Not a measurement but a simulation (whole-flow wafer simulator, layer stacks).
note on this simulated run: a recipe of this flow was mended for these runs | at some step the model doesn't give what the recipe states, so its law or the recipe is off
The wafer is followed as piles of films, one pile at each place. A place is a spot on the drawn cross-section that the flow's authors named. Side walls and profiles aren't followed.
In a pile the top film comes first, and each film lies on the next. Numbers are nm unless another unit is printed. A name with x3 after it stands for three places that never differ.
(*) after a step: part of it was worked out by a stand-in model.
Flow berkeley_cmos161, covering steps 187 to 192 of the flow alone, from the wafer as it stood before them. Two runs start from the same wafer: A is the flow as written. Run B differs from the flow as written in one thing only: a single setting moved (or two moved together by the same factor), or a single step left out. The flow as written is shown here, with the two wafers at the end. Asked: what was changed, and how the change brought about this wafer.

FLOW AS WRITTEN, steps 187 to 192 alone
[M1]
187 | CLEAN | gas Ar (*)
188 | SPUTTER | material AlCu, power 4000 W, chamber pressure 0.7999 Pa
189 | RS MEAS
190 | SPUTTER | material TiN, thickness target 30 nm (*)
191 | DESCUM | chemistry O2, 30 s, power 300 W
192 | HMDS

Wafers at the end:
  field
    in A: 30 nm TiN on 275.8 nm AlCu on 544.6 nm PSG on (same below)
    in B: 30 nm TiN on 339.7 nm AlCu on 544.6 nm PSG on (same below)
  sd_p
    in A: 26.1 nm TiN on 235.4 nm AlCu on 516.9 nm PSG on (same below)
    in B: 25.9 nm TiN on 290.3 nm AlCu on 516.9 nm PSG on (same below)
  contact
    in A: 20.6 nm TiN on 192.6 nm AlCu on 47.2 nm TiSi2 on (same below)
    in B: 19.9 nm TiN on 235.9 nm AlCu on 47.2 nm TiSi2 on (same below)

The reason: step 188, SPUTTER: power 4960 W was run, though the flow has power 4000 W.

The path from the change to this, step by step:
  188 | SPUTTER | material AlCu, power 4000 W, chamber pressure 0.7999 Pa
      field, sd_n, spacer_n, gate_n, spacer_p, gate_p, m1: A AlCu gains 275.8 (new film) | B AlCu gains 339.7 (new film)
      sd_p: A AlCu gains 235.4 (new film) | B AlCu gains 290.3 (new film)
      (as well as at 1 more place)
  190 | SPUTTER | material TiN, thickness target 30 nm (*)
      contact: A TiN gains 20.6 (new film) | B TiN gains 19.9 (new film)
